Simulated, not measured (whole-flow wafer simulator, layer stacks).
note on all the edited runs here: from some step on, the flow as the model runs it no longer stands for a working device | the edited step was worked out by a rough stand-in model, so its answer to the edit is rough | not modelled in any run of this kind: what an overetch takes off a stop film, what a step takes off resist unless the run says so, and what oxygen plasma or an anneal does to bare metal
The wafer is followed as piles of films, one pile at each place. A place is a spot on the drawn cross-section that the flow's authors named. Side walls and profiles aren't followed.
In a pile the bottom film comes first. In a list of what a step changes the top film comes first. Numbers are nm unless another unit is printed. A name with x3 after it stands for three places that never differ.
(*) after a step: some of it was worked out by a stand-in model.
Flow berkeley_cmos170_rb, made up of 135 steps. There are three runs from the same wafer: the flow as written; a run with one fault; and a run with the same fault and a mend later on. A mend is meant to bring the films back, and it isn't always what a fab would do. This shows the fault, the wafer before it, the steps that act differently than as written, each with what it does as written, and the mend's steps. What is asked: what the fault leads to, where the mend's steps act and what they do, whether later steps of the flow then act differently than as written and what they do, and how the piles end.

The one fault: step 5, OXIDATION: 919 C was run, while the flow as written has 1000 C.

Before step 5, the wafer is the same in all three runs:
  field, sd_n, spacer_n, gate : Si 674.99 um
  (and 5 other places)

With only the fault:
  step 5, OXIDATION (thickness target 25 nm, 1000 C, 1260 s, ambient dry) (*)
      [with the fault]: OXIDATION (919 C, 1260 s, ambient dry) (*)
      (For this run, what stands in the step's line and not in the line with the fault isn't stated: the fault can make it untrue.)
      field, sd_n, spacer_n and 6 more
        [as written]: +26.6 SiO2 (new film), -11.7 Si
        [with the fault]: +12 SiO2 (new film), -5.26 Si
  Steps further on in the flow that do not act as written:
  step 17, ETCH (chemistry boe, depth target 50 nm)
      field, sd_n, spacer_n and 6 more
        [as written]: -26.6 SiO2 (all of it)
        [with the fault]: -12 SiO2 (all of it)
  The piles end only slightly different from the flow's at the places that both follow, by no more than 2% or 0.5 nm, whichever is larger.

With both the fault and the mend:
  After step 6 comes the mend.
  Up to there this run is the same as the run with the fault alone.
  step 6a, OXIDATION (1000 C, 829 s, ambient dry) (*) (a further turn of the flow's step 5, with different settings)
      field, sd_n, spacer_n and 6 more
        +14.5 SiO2, -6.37 Si
  None of the later steps of the flow differs from how it acts as written, at any place that is followed, by more than 2% or 0.5 nm, whichever is larger.
  At every place that both follow, the piles at the end match the flow's.
